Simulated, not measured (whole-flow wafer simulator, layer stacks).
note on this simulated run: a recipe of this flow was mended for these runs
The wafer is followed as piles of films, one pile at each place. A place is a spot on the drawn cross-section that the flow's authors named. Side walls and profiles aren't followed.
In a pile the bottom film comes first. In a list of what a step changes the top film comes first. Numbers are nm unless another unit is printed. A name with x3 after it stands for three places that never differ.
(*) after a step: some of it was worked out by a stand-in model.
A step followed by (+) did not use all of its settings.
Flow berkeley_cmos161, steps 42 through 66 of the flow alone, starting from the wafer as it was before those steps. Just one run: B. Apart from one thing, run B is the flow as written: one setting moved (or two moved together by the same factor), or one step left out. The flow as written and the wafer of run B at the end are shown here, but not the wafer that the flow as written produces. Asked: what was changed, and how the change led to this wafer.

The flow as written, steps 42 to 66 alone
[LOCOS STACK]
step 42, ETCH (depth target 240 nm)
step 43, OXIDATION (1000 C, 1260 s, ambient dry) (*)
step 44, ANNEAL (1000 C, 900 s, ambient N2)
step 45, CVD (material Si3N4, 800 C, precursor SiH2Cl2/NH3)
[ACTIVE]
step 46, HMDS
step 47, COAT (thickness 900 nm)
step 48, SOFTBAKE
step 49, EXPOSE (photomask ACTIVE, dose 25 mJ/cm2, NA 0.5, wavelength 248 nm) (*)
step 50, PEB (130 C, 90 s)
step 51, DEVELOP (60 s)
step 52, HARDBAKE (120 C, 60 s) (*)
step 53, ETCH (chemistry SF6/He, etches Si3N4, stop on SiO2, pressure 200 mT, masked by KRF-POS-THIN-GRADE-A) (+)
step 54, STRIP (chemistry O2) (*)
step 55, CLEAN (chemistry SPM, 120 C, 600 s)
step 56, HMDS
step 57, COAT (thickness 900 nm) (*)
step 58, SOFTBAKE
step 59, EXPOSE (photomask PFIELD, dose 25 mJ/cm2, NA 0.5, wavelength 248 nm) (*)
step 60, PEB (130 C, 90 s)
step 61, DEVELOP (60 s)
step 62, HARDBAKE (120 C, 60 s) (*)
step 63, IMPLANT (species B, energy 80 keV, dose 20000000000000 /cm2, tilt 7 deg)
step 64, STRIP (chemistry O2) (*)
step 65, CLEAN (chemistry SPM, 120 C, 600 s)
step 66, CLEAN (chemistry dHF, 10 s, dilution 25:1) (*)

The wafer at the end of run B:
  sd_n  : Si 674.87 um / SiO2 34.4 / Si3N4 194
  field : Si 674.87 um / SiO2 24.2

What caused this: step 43, OXIDATION: 1030 C was run, while the flow as written has 1000 C.

How this came from the change, step by step:
  step 43, OXIDATION (1000 C, 1260 s, ambient dry) (*)
      field, sd_n, spacer_n and 6 more: +34.4 SiO2 (new film), -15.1 Si (as written it would have been: +26.6 SiO2 (new film), -11.7 Si)
